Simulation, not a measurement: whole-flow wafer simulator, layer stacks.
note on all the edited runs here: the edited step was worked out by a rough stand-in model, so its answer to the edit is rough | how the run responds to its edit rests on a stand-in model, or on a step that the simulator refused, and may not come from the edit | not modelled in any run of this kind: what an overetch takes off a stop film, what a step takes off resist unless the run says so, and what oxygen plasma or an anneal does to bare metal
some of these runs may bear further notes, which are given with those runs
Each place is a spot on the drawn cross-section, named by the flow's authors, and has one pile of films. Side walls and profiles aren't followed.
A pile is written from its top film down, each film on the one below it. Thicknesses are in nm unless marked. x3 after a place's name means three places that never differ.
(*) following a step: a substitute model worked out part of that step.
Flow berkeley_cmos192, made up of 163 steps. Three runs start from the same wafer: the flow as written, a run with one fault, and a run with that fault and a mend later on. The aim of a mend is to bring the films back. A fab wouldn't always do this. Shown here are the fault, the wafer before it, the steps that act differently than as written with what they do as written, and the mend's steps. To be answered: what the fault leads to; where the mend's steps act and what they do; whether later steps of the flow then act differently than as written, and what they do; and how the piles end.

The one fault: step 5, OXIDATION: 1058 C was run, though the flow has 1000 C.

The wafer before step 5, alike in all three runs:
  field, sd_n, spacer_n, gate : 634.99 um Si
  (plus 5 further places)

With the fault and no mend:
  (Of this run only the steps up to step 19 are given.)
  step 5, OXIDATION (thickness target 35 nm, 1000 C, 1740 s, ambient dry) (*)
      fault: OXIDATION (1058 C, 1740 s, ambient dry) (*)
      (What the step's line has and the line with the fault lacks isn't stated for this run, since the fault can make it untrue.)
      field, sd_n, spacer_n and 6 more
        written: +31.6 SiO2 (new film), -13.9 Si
        fault: +52.4 SiO2 (new film), -23 Si
  Later steps of the flow acting differently than as written:
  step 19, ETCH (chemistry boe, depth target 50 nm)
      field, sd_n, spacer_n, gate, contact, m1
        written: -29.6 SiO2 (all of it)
        fault: -50 SiO2
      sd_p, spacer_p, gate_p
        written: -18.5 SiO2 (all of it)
        fault: -39.3 SiO2 (all of it)
  The piles after step 19 are only slightly different from the flow's at the places that both follow, by no more than 2% or 0.5 nm, whichever is larger.

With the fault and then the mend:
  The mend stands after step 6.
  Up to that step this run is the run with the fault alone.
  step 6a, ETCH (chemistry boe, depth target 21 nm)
      field, sd_n, spacer_n and 6 more
        -21 SiO2
  Later steps of the flow that are run all act as written at every place that is followed, up to a difference of at most 2% or 0.5 nm, whichever is larger.
  The piles end only slightly different from the flow's at the places that both follow, by no more than 2% or 0.5 nm, whichever is larger.
